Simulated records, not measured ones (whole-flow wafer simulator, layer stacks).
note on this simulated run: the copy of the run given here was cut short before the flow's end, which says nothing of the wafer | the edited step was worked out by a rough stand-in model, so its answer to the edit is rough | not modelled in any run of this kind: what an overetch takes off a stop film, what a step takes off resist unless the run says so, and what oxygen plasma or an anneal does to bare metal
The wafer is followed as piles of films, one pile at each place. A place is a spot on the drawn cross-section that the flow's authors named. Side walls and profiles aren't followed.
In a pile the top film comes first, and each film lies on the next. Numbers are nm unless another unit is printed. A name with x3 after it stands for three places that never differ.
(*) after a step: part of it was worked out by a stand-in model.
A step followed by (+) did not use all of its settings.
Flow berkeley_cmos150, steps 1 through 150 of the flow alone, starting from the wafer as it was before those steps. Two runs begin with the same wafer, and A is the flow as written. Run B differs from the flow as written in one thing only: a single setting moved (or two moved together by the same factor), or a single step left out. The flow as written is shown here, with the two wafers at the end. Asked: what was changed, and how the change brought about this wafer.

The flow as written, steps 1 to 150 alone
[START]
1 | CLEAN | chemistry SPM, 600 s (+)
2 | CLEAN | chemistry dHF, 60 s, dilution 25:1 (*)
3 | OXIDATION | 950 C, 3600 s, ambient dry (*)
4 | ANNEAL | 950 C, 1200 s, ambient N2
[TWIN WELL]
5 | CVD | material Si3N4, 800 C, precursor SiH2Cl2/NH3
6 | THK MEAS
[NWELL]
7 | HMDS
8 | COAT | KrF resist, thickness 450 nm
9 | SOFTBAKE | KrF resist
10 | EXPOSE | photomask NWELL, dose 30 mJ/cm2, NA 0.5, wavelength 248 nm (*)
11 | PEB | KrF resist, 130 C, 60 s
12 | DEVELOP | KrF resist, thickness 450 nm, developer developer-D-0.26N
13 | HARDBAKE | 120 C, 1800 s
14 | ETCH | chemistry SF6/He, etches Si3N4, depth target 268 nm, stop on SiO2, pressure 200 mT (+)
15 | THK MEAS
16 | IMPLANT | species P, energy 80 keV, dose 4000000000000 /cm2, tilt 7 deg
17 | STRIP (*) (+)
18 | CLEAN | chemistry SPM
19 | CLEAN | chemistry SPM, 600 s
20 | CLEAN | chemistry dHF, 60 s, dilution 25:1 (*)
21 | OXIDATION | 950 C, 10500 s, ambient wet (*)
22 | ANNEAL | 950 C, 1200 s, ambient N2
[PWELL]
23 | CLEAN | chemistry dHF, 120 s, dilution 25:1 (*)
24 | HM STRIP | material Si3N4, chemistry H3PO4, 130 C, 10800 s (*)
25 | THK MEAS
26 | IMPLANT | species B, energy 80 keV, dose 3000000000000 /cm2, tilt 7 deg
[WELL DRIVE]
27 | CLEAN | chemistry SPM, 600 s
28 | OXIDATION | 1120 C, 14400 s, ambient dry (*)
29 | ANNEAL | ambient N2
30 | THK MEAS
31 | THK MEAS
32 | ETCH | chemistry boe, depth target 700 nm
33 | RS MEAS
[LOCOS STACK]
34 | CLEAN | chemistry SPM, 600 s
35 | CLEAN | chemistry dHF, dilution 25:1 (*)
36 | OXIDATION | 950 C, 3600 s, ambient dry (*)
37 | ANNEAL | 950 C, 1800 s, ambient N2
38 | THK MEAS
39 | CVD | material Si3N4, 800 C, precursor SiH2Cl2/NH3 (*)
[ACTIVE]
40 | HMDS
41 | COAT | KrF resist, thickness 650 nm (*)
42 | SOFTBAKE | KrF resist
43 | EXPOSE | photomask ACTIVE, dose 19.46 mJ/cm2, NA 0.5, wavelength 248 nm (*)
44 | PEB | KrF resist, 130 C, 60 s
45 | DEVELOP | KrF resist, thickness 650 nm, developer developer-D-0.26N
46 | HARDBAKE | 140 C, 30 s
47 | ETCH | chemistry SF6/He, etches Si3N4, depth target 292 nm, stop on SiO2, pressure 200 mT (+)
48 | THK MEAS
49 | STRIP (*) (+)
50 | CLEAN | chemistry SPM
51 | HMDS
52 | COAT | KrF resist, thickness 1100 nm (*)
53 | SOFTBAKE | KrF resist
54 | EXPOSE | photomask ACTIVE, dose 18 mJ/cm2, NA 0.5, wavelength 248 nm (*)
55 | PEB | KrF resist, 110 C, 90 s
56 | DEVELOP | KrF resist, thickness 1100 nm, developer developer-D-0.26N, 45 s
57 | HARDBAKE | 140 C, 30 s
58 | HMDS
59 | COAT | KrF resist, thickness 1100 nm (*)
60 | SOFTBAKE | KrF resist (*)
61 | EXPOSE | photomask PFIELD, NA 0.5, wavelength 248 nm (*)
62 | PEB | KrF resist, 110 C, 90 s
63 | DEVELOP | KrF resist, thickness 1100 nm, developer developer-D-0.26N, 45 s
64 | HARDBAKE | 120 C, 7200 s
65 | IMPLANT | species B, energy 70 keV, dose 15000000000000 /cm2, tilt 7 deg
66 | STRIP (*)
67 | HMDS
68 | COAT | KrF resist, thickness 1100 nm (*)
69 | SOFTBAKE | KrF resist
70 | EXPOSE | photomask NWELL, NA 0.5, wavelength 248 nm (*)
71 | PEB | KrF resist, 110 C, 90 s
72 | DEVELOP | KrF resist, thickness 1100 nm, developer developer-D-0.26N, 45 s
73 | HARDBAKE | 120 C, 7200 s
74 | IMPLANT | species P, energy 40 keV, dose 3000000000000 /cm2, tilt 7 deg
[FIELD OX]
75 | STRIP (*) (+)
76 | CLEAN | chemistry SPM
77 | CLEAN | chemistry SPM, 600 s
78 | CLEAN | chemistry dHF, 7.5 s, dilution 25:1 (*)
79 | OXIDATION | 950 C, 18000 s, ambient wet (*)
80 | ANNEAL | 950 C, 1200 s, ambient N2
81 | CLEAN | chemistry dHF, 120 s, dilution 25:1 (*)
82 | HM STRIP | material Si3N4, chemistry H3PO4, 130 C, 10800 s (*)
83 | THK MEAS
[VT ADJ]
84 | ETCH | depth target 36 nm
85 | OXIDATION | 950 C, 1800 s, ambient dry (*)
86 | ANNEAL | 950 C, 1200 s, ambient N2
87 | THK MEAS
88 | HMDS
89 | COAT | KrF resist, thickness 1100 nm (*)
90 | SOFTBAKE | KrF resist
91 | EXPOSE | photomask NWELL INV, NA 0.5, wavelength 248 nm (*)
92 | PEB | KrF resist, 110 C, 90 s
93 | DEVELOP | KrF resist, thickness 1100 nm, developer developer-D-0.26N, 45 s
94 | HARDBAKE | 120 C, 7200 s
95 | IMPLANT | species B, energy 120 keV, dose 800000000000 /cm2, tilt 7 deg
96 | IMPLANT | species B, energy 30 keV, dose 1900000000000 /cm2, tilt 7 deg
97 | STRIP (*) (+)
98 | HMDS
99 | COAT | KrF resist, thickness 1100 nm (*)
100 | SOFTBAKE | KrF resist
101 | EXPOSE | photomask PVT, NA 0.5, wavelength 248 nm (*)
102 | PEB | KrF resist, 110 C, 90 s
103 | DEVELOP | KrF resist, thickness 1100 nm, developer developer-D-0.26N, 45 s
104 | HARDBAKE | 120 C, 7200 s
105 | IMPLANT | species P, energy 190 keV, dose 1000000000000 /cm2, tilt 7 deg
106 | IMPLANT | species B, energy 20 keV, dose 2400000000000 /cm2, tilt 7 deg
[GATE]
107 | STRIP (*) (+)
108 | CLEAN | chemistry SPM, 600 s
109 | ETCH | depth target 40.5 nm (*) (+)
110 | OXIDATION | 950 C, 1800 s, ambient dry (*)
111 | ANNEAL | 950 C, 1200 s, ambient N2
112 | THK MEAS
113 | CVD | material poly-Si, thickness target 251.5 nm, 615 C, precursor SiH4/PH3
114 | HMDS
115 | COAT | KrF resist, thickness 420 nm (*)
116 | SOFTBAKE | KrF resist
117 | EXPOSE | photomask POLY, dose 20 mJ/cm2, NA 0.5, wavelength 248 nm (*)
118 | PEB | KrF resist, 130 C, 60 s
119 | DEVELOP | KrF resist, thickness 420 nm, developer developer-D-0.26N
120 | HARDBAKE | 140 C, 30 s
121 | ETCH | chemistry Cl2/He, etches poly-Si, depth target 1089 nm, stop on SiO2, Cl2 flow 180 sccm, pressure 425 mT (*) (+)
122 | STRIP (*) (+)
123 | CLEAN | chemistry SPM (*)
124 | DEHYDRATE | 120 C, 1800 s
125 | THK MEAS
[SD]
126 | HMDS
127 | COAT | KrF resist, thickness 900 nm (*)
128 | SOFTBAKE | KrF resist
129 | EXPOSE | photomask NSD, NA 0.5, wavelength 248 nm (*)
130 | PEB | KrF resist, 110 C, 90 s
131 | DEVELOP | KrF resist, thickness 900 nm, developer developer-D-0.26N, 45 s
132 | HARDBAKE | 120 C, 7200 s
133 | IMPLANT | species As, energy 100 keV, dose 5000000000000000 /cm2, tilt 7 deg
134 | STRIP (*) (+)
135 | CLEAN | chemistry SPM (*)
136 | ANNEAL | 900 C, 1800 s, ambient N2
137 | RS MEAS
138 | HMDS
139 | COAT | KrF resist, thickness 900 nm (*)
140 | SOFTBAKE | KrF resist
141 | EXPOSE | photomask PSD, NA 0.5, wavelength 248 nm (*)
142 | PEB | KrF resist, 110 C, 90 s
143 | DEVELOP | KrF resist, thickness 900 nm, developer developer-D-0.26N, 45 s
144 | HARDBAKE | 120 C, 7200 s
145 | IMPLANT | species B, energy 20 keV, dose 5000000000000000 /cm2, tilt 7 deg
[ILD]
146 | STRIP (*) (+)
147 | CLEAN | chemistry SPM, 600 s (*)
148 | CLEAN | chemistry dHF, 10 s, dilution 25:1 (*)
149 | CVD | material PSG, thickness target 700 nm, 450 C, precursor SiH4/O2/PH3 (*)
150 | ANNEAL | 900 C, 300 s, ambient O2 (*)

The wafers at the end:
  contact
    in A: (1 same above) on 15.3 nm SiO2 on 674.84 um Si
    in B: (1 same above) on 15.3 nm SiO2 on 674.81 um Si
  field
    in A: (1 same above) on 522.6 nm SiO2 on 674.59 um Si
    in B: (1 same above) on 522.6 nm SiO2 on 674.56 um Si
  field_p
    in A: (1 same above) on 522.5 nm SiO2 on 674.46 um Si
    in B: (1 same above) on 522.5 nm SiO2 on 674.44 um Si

What caused this: step 28, OXIDATION: 21600 s was run, though the flow has 14400 s.

Step by step, how the change led to this:
  28 | OXIDATION | 1120 C, 14400 s, ambient dry (*)
      field, sd_n, gate_n, contact, m1: A +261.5 SiO2, -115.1 Si | B +336.1 SiO2, -147.9 Si
      field_p, sd_p, gate_p: A +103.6 SiO2, -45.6 Si | B +149.4 SiO2, -65.8 Si
  32 | ETCH | chemistry boe, depth target 700 nm
      field, sd_n, gate_n, contact, m1: A -291.1 SiO2 (all of it) | B -365.7 SiO2 (all of it)
      field_p, sd_p, gate_p: A -555.5 SiO2 (all of it) | B -601.3 SiO2 (all of it)
  41 | COAT | KrF resist, thickness 650 nm (*)
      field: A +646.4 KrF resist (new film) | B +619.7 KrF resist (new film)
  45 | DEVELOP | KrF resist, thickness 650 nm, developer developer-D-0.26N
      field: A -645.4 KrF resist (all of it) | B -618.7 KrF resist (all of it)
